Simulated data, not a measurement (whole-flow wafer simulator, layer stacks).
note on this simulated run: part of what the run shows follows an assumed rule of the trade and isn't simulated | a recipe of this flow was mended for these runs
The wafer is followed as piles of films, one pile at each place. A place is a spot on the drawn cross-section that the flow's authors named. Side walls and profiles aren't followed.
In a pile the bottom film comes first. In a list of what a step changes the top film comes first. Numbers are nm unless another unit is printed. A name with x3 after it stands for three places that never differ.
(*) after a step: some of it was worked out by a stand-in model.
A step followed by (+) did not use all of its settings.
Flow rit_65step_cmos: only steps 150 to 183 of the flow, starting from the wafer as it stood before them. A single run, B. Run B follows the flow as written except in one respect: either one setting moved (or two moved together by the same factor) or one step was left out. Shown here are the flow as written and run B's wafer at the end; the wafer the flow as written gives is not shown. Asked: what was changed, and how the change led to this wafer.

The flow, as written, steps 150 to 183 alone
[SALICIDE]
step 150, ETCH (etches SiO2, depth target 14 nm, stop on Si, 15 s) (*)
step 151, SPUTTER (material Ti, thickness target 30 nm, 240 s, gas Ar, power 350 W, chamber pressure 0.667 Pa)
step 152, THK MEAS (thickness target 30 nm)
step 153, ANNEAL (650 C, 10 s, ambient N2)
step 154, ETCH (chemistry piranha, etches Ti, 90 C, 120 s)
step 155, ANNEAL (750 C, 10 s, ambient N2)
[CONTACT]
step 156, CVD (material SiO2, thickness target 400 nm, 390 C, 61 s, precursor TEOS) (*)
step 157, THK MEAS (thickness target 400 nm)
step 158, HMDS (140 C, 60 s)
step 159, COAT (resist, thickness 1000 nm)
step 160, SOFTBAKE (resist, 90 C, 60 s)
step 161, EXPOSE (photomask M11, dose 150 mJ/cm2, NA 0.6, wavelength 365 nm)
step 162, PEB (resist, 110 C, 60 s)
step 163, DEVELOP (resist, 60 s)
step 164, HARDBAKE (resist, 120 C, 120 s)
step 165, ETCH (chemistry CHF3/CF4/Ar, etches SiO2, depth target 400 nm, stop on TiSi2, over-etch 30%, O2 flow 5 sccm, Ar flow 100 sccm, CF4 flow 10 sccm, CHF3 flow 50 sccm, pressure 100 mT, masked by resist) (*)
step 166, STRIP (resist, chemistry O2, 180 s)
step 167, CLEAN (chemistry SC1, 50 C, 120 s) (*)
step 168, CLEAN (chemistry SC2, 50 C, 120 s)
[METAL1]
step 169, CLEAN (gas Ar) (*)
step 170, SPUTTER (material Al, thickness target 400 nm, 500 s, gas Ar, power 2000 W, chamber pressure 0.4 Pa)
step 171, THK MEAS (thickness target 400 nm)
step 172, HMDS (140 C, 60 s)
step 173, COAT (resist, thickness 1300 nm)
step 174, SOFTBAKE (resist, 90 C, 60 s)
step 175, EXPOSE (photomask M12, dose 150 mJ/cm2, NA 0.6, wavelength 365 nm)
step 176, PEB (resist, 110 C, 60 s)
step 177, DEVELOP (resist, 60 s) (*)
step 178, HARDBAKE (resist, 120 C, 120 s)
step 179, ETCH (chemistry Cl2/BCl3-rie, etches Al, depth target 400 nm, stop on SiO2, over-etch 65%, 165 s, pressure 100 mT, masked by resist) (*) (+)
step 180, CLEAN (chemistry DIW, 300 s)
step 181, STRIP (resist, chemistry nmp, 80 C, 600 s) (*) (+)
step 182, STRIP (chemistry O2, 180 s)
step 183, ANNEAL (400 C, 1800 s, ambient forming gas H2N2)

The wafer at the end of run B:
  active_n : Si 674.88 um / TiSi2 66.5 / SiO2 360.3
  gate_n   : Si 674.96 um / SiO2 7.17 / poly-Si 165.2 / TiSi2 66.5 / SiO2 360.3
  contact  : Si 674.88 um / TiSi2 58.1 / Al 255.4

Cause: step 151, SPUTTER: thickness target 39 nm was run, while the flow as written has thickness target 30 nm; step 151, SPUTTER: 312 s was run, where the flow has 240 s.

Step by step, how the change led to this:
  step 151, SPUTTER (material Ti, thickness target 30 nm, 240 s, gas Ar, power 350 W, chamber pressure 0.667 Pa)
      field, field_pw, field_nw and 11 more: Ti gains 39 (new film) (in the flow as written it would be: Ti gains 30 (new film))
  step 153, ANNEAL (650 C, 10 s, ambient N2)
      active_n, active_p, sd_n, sd_p, contact, m1: Ti loses 27.8, TiSi first gains 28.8 (new film), TiSi2 C49 gains 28 (new film), Si loses 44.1 (in the flow as written it would be: Ti loses 23.4, TiSi first gains 15 (new film), TiSi2 C49 gains 37.2 (new film), Si loses 43.1)
      gate_n, gate_p: Ti loses 27.8, TiSi first gains 28.8 (new film), TiSi2 C49 gains 28 (new film), poly-Si loses 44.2 (in the flow as written it would be: Ti loses 23.4, TiSi first gains 15 (new film), TiSi2 C49 gains 37.2 (new film), poly-Si loses 43.3)
  step 154, ETCH (chemistry piranha, etches Ti, 90 C, 120 s)
      active_n, active_p, gate_n, gate_p, sd_n, sd_p, contact, m1: Ti loses 11.2 (all of it), TiSi first loses 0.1 (in the flow as written it would be: Ti loses 6.6 (all of it), TiSi first loses 0.1)
      field, field_pw, field_nw, field_p, spacer, spacer_p: Ti loses 39 (all of it) (in the flow as written it would be: Ti loses 30 (all of it))
  step 155, ANNEAL (750 C, 10 s, ambient N2)
      active_n, active_p, sd_n, sd_p, contact, m1: TiSi2 gains 66.5 (new film), TiSi first loses 28.7 (all of it), TiSi2 C49 loses 28 (all of it), Si loses 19 (in the flow as written it would be: TiSi2 gains 55.9 (new film), TiSi first loses 14.9 (all of it), TiSi2 C49 loses 37.2 (all of it), Si loses 9.91)
      gate_n, gate_p: TiSi2 gains 66.5 (new film), TiSi first loses 28.7 (all of it), TiSi2 C49 loses 28 (all of it), poly-Si loses 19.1 (in the flow as written it would be: TiSi2 gains 55.9 (new film), TiSi first loses 14.9 (all of it), TiSi2 C49 loses 37.2 (all of it), poly-Si loses 9.95)
